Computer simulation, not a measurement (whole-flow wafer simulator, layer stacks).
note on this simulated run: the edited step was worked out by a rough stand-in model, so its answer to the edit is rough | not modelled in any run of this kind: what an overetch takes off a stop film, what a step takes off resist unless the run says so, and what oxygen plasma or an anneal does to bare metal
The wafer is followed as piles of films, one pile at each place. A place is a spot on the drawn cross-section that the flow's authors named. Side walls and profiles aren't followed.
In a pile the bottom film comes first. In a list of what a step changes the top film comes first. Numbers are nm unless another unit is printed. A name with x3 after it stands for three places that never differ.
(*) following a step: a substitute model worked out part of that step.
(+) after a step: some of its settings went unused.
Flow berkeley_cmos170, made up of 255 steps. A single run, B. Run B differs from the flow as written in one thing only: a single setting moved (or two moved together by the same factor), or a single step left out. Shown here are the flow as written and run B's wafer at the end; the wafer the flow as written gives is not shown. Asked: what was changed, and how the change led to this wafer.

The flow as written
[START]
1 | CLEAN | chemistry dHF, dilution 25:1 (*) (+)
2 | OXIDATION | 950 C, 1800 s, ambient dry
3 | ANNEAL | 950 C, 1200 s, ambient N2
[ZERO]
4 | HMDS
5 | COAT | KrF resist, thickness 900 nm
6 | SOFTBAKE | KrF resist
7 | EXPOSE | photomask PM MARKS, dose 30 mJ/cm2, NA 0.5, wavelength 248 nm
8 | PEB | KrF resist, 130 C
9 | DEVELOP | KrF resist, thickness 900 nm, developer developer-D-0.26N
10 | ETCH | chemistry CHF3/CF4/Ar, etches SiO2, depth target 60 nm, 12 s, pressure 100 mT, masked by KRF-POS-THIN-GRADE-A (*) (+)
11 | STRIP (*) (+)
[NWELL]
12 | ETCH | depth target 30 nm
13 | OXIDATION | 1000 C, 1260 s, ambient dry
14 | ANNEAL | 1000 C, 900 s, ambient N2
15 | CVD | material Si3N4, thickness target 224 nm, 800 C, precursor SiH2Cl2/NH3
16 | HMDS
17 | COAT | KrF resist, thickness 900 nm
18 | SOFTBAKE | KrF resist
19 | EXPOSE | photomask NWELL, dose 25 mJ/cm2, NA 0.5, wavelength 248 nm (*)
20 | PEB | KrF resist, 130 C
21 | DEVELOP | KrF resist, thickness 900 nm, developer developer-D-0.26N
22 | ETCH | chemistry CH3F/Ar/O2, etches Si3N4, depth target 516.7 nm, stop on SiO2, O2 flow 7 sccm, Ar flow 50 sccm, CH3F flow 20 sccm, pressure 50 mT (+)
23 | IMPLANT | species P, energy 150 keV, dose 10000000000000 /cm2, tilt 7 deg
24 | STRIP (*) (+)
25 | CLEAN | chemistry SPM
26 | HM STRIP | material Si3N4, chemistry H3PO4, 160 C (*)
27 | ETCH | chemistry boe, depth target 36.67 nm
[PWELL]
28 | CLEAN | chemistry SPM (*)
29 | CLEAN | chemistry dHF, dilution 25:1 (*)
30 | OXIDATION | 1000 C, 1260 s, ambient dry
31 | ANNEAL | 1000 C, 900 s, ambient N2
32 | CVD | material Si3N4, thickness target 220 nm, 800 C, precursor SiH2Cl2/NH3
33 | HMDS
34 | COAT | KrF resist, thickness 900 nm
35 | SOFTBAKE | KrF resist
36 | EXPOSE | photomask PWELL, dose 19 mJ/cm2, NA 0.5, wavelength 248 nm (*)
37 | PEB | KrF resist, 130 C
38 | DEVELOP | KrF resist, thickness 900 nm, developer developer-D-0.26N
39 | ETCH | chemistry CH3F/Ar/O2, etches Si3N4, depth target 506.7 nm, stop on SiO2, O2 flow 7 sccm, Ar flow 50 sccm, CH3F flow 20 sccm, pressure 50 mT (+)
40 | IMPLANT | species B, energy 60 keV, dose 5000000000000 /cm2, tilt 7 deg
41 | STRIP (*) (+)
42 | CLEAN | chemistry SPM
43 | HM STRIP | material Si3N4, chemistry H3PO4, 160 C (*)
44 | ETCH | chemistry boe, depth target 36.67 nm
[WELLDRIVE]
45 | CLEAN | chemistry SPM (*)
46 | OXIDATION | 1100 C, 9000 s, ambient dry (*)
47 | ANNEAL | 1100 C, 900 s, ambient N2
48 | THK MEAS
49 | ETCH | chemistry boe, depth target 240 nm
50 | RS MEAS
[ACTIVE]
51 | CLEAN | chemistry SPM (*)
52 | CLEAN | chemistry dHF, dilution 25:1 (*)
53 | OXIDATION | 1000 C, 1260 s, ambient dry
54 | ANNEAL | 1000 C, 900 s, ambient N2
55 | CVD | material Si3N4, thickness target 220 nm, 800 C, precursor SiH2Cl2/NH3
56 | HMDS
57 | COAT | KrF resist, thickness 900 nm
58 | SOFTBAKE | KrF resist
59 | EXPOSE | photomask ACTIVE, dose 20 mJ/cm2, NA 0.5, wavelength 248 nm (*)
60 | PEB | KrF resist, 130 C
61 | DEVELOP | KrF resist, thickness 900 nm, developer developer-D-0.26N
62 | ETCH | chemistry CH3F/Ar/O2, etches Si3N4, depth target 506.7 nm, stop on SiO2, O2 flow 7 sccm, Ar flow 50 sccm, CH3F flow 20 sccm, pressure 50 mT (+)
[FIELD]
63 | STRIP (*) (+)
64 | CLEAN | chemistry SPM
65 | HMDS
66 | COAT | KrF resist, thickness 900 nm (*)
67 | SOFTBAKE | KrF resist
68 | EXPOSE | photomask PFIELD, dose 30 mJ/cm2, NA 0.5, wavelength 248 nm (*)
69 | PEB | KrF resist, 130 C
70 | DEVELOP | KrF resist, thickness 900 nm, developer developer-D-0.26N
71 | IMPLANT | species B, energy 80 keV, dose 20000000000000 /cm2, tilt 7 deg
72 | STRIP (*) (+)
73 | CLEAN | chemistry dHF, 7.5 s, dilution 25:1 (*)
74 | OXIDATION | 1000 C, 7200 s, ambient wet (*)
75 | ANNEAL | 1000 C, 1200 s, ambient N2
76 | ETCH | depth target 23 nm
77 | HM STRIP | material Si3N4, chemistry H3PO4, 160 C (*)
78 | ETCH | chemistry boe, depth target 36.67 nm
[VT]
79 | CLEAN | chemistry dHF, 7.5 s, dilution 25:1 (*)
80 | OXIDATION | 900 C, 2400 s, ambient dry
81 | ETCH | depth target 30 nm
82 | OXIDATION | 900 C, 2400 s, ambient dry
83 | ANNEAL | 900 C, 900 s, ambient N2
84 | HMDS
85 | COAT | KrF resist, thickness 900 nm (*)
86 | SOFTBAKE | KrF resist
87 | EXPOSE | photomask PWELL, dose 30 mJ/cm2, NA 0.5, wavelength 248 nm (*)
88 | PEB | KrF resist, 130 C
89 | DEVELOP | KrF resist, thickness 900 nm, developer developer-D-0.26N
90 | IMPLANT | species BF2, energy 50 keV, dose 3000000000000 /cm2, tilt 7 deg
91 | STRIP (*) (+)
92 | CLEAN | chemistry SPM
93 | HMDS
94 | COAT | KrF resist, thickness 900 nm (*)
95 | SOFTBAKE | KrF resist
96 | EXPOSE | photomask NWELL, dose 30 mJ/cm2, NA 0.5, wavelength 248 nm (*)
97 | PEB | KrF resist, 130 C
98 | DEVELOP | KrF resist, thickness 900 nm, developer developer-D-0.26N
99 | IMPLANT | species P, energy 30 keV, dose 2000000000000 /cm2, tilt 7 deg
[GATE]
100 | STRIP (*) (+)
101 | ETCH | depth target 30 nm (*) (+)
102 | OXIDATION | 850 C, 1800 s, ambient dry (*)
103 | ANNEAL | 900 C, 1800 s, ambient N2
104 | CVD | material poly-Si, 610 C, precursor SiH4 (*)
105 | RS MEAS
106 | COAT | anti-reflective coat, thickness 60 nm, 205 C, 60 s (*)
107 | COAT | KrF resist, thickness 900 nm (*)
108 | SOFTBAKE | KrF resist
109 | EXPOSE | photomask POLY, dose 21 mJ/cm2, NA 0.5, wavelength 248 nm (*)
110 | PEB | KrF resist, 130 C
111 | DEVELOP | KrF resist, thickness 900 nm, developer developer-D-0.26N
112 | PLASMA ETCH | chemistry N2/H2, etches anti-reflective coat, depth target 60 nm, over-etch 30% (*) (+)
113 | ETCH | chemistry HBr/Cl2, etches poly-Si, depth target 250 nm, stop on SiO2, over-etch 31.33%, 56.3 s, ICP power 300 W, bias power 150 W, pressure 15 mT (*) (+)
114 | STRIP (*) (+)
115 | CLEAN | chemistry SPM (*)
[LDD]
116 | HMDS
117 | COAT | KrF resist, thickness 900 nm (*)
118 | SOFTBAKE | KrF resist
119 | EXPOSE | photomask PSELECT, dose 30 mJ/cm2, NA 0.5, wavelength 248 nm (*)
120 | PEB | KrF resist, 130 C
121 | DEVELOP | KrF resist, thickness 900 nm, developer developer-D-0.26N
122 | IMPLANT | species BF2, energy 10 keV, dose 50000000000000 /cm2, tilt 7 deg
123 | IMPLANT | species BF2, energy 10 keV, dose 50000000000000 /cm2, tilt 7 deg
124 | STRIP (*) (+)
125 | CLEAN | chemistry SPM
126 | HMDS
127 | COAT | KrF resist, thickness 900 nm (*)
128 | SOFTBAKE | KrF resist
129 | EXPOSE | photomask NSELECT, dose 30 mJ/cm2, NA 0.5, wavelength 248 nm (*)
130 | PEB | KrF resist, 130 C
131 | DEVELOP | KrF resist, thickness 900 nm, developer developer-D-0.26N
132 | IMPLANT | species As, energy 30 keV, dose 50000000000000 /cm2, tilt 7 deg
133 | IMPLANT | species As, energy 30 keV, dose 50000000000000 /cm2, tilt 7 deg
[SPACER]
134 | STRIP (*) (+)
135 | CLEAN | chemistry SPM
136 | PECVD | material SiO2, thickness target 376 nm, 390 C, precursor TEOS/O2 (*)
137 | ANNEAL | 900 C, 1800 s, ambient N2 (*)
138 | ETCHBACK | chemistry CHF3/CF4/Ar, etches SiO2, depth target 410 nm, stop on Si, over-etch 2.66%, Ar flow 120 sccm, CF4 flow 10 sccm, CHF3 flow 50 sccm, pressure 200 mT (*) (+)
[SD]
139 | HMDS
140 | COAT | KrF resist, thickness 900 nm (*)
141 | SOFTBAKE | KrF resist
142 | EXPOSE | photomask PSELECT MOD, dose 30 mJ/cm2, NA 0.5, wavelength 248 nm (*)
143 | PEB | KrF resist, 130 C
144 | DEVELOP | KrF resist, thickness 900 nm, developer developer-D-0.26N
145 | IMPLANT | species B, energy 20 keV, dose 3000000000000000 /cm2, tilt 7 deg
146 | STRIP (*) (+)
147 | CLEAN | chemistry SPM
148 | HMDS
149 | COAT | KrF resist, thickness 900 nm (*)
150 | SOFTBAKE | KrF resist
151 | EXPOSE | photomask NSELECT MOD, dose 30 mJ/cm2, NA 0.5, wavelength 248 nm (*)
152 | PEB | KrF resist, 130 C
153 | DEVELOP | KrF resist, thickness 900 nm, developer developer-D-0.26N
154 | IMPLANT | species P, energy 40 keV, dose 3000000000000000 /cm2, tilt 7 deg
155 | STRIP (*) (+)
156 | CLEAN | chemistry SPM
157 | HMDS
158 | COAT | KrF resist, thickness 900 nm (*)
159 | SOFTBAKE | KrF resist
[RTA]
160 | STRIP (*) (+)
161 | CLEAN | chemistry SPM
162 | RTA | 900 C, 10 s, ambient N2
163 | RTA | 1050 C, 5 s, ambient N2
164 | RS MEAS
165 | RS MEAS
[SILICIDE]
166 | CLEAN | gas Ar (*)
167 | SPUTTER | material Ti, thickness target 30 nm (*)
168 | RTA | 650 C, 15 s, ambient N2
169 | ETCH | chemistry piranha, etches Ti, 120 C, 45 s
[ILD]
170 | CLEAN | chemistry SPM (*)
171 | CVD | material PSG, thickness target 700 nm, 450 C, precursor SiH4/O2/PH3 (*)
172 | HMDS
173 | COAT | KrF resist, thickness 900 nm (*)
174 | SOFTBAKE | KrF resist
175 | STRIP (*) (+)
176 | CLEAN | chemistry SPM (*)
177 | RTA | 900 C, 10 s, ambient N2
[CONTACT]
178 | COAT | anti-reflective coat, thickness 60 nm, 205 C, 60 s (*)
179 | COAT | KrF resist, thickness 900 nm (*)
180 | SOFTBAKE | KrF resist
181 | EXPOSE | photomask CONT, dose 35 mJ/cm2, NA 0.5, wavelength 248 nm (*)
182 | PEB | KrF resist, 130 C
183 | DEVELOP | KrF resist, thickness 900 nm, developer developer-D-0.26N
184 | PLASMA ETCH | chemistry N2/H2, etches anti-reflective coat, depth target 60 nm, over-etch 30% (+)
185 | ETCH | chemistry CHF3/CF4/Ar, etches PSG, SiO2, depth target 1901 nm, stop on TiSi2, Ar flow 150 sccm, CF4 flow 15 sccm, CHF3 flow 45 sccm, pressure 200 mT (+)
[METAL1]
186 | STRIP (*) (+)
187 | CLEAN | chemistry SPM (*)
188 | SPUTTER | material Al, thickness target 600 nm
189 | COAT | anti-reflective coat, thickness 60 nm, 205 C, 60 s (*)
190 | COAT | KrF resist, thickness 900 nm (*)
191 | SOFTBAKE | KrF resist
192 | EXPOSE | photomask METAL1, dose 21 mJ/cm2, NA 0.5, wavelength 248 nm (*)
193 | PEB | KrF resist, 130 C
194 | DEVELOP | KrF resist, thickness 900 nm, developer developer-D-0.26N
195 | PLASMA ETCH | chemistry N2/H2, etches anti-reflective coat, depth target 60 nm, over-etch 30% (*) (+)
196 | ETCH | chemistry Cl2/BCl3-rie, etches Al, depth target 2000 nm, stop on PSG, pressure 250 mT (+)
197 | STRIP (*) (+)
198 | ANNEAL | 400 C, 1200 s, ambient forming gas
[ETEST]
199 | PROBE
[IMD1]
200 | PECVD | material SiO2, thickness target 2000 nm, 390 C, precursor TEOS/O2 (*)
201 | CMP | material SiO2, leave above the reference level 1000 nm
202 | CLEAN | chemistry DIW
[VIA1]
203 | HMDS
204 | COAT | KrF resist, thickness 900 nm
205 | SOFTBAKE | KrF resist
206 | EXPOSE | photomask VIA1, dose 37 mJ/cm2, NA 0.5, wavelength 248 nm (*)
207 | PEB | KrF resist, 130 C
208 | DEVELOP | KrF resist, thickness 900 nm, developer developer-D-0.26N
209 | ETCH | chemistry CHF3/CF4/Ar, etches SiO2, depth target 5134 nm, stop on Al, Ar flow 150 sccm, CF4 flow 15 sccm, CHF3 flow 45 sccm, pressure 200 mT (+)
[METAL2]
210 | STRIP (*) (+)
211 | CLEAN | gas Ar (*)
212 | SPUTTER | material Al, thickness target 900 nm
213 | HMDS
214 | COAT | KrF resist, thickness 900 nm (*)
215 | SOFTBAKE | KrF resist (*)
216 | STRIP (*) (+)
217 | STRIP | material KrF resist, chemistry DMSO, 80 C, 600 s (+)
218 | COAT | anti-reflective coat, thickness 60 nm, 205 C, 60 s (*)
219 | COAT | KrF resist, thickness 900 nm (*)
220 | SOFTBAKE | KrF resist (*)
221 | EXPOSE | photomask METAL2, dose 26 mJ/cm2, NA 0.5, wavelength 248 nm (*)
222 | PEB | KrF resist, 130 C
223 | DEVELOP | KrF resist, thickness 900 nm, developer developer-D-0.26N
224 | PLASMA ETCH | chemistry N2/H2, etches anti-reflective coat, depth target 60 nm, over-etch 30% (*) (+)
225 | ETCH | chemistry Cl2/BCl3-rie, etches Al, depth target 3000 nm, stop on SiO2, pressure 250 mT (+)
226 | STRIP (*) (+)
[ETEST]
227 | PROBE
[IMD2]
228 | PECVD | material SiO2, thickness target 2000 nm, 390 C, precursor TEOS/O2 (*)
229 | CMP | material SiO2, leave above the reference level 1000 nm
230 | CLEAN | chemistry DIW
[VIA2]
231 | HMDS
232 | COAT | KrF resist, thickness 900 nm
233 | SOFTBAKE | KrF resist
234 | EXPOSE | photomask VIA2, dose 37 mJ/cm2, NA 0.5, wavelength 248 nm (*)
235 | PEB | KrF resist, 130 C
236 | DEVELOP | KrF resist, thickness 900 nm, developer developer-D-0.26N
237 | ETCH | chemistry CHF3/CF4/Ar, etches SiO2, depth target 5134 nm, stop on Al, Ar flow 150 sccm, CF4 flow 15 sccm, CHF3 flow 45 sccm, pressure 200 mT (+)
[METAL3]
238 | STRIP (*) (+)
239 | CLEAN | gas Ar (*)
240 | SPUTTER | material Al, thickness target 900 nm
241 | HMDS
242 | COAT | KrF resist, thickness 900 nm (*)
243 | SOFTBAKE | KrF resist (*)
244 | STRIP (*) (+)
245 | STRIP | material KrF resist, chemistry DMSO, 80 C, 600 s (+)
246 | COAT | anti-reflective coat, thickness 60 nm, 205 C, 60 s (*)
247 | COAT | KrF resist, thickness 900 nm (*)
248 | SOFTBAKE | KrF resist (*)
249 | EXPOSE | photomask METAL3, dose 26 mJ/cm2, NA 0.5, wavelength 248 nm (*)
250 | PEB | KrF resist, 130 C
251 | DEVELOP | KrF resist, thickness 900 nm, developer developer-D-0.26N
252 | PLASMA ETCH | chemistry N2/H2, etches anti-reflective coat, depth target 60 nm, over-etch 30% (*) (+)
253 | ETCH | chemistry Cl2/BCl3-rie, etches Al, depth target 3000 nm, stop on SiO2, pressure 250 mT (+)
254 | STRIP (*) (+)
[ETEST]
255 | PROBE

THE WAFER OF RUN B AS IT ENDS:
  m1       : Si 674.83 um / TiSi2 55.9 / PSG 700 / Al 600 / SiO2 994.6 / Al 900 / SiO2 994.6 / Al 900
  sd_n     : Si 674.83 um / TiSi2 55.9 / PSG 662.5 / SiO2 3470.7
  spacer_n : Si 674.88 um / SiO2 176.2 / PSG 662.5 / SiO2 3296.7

Cause: step 46, OXIDATION: 4500 s was run, while the flow as written has 9000 s.

The path from the change to this, step by step:
  46 | OXIDATION | 1100 C, 9000 s, ambient dry (*)
      field, sd_n, spacer_n and 9 more: +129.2 SiO2 (new film), -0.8 chemical SiO2 (all of it), -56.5 Si (in the flow as written it would be: +197.7 SiO2 (new film), -0.8 chemical SiO2 (all of it), -86.6 Si)
  49 | ETCH | chemistry boe, depth target 240 nm
      field, sd_n, spacer_n and 9 more: -129.2 SiO2 (all of it) (in the flow as written it would be: -197.7 SiO2 (all of it))
